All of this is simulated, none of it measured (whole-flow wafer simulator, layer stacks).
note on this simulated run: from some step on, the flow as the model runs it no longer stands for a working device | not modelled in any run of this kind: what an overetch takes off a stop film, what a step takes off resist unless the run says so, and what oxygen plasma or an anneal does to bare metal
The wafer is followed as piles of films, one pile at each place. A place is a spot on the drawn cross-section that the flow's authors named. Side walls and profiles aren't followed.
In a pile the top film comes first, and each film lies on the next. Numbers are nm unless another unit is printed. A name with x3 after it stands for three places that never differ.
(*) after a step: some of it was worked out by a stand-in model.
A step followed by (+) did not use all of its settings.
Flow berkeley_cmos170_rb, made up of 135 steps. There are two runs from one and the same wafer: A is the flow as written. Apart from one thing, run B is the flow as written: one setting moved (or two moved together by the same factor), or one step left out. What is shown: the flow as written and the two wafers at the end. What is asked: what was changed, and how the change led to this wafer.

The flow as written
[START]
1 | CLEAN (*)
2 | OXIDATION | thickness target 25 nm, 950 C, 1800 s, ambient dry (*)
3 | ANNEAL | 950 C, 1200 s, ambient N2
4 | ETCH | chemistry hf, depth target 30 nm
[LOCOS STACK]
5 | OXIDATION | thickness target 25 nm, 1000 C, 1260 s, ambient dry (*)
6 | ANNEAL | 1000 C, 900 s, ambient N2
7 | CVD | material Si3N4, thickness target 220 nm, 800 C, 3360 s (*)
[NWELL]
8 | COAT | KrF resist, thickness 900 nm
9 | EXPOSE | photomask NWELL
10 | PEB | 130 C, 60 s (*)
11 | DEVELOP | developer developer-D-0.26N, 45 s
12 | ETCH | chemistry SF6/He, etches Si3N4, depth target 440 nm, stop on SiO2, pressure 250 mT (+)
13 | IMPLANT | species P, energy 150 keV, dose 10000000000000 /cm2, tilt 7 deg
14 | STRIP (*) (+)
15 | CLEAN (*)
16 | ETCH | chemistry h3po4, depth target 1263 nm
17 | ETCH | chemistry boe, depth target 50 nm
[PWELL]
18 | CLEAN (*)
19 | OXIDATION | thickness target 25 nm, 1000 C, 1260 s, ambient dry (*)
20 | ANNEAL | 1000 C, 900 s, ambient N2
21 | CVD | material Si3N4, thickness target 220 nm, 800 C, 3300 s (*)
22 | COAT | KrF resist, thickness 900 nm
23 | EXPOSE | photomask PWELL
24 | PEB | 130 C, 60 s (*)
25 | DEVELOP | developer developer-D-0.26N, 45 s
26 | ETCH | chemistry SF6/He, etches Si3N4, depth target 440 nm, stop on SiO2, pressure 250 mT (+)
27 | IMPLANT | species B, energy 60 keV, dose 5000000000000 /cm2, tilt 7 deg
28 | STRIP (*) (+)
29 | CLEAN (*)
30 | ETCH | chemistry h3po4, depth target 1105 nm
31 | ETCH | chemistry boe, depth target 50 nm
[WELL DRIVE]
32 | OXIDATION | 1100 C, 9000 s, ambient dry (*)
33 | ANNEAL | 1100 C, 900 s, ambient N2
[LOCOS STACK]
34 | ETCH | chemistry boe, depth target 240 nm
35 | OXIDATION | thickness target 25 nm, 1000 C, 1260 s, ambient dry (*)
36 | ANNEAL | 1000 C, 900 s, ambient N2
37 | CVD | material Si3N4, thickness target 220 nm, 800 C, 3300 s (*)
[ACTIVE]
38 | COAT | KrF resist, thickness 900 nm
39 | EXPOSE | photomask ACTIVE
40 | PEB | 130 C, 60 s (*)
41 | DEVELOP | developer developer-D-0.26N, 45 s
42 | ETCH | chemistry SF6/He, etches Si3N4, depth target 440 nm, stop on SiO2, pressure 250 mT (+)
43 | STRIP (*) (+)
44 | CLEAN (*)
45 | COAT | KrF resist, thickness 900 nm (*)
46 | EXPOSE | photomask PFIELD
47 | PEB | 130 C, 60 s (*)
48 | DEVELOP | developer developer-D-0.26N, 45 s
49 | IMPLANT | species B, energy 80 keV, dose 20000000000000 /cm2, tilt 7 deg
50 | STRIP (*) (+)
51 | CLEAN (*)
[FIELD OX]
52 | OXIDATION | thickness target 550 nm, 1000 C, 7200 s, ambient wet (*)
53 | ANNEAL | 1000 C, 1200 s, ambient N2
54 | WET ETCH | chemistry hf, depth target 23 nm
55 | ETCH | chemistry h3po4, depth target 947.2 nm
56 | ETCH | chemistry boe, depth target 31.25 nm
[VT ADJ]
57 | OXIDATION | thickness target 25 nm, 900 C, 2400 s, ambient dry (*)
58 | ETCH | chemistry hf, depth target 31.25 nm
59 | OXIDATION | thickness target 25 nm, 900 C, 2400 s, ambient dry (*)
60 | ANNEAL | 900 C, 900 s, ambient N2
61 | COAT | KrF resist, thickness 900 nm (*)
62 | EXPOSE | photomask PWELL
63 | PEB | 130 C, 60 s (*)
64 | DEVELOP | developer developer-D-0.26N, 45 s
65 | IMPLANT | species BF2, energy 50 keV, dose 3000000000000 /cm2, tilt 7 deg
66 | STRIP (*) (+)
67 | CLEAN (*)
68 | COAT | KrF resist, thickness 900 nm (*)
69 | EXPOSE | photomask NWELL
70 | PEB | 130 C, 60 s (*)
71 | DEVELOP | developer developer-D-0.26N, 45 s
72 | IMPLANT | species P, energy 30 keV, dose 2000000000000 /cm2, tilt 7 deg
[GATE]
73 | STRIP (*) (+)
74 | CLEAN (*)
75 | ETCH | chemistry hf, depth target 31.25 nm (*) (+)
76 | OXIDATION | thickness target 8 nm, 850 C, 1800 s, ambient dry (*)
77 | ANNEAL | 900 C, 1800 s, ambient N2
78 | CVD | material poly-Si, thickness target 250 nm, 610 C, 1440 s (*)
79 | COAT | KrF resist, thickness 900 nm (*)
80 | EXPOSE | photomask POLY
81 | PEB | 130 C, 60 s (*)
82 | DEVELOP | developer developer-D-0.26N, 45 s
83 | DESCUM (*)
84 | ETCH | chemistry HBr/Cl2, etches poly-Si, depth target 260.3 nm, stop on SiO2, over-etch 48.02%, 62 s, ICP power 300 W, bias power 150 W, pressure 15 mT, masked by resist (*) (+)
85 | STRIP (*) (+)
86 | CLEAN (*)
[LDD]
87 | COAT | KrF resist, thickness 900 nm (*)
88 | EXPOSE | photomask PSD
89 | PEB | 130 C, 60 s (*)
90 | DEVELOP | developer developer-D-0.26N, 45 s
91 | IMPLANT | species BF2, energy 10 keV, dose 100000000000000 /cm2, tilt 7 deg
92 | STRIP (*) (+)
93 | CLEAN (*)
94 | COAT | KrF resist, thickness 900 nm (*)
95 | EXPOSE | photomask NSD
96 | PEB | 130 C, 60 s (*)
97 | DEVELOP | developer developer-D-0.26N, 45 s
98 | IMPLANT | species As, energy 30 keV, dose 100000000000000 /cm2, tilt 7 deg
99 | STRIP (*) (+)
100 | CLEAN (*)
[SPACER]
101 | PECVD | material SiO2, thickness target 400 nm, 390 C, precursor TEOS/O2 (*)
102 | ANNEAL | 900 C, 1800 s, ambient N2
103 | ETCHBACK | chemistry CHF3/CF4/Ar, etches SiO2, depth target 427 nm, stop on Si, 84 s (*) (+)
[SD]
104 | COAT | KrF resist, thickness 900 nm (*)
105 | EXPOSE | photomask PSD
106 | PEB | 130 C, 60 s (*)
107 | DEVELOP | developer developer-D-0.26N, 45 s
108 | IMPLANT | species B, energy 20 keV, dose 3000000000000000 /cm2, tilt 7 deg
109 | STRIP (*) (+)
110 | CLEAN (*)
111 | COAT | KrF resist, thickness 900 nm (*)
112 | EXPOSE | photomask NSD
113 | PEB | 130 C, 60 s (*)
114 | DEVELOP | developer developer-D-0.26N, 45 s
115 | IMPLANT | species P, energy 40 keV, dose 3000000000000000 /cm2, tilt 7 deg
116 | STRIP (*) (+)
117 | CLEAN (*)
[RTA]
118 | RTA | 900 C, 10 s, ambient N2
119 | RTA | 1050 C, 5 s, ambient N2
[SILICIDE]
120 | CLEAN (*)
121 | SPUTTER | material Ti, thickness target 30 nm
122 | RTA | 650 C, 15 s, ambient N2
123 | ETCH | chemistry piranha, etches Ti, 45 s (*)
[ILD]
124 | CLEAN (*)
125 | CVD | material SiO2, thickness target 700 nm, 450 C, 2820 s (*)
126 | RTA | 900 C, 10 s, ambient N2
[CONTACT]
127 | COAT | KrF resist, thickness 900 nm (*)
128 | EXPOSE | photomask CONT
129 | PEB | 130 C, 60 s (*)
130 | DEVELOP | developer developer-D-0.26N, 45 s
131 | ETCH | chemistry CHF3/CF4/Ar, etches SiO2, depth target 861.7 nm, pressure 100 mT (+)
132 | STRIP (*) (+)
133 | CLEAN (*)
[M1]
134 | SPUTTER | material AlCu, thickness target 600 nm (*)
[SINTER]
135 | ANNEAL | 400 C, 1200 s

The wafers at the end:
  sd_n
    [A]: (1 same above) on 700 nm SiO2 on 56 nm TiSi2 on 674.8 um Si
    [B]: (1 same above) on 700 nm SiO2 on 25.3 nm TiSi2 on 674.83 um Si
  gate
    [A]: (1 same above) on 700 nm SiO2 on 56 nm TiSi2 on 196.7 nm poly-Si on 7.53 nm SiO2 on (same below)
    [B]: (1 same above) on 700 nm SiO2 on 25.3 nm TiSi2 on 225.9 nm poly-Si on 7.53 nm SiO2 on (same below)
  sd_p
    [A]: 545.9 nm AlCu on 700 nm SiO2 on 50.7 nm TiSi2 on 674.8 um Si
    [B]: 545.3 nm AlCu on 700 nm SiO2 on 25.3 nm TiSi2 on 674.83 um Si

The reason: step 122, RTA: 585 C was run, whereas the flow has 650 C.

The path from the change to this, step by step:
  122 | RTA | 650 C, 15 s, ambient N2
      sd_n, contact, m1: A Ti loses 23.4, TiSi first gains 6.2 (new film), TiSi2 C49 gains 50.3 (new film), Si loses 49 | B Ti loses 10.6, TiSi first gains 15.6 (new film), TiSi2 C49 gains 3.68 (new film), Si loses 13.6
      gate, gate_p: A Ti loses 23.4, TiSi first gains 6.2 (new film), TiSi2 C49 gains 50.3 (new film), poly-Si loses 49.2 | B Ti loses 10.6, TiSi first gains 15.6 (new film), TiSi2 C49 gains 3.68 (new film), poly-Si loses 13.7
      (also at 1 further place)
  123 | ETCH | chemistry piranha, etches Ti, 45 s (*)
      sd_n, gate, gate_p, contact, m1: A Ti loses 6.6 (all of it) | B Ti loses 19.4 (all of it)
      sd_p: A Ti loses 5.96 (all of it) | B Ti loses 16.6 (all of it)
  126 | RTA | 900 C, 10 s, ambient N2
      sd_n, contact, m1: A under 1 film: TiSi2 gains 56 (new film), TiSi first loses 6.2 (all of it), TiSi2 C49 loses 50.3 (all of it), Si loses 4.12 | B under 1 film: TiSi2 gains 25.3 (new film), TiSi first loses 15.6 (all of it), TiSi2 C49 loses 3.68 (all of it), Si loses 10.4
      gate, gate_p: A under 1 film: TiSi2 gains 56 (new film), TiSi first loses 6.2 (all of it), TiSi2 C49 loses 50.3 (all of it), poly-Si loses 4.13 | B under 1 film: TiSi2 gains 25.3 (new film), TiSi first loses 15.6 (all of it), TiSi2 C49 loses 3.68 (all of it), poly-Si loses 10.4
      (also at 1 further place)
